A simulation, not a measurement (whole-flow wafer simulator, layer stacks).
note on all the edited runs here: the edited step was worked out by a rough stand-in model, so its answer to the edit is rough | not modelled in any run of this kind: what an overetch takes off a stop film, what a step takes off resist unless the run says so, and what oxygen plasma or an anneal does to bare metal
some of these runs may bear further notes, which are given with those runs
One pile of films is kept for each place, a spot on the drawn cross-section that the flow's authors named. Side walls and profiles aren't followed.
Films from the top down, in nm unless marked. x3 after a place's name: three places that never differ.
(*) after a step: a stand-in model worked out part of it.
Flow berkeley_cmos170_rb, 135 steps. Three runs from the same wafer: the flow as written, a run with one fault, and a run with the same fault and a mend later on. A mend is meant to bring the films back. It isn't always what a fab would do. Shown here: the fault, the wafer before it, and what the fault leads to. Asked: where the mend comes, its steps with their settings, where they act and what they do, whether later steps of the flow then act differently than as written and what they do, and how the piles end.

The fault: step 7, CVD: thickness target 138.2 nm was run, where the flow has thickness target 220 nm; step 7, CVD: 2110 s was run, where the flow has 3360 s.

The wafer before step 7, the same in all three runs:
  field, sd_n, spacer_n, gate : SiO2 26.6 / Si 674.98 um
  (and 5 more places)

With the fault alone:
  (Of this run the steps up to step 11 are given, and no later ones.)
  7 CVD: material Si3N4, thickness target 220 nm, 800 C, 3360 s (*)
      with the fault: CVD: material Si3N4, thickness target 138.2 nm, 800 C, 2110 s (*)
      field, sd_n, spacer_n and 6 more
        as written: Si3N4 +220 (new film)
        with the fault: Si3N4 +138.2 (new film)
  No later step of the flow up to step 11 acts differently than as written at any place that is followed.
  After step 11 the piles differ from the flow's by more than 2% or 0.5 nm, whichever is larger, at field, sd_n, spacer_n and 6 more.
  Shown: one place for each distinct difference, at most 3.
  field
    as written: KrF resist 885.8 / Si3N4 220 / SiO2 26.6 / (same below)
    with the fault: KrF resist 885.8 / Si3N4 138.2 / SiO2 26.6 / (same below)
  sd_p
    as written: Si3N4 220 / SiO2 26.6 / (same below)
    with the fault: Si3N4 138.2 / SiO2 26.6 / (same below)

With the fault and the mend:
  The mend comes after step 7.
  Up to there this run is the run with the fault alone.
  7a CVD: material Si3N4, thickness target 81.84 nm, 800 C, 1250 s (*) (the flow's step 7 once more, with other settings)
      field, sd_n, spacer_n and 6 more
        Si3N4 +81.8
  No later step of the flow acts differently than as written, at any place that is followed, by more than 2% or 0.5 nm, whichever is larger.
  At the end the piles are the same as the flow's at every place that both follow.
